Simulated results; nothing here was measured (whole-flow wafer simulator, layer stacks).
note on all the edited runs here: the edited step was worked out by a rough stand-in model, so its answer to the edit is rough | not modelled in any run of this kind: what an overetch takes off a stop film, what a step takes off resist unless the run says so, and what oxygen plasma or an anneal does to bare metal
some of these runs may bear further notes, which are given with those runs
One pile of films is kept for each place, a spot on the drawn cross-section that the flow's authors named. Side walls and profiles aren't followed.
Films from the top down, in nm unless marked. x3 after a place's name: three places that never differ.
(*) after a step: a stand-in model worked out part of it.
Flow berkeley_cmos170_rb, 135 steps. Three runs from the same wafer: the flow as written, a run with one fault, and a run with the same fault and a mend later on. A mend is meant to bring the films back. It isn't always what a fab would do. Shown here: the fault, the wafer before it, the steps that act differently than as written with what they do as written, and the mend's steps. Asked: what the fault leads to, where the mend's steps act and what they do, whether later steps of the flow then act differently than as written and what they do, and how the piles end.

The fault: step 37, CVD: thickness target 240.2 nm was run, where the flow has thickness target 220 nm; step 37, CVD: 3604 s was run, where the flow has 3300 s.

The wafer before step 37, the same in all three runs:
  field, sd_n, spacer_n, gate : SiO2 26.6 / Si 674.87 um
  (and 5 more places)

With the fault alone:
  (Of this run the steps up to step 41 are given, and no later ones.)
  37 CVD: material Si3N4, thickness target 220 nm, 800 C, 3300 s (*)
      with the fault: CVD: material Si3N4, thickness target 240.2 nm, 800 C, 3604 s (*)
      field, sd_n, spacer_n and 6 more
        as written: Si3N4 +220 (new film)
        with the fault: Si3N4 +240.2 (new film)
  No later step of the flow up to step 41 acts differently than as written at any place that is followed.
  After step 41 the piles differ from the flow's by more than 2% or 0.5 nm, whichever is larger, at field, sd_n, spacer_n and 6 more.
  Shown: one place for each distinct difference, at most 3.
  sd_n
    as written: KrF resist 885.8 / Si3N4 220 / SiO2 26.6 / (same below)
    with the fault: KrF resist 885.8 / Si3N4 240.2 / SiO2 26.6 / (same below)
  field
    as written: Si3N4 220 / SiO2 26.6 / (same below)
    with the fault: Si3N4 240.2 / SiO2 26.6 / (same below)

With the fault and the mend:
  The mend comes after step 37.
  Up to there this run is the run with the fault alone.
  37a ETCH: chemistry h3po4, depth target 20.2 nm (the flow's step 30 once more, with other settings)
      field, sd_n, spacer_n and 6 more
        Si3N4 -20.2
  No later step of the flow acts differently than as written at any place that is followed.
  At the end the piles are the same as the flow's at every place that both follow.
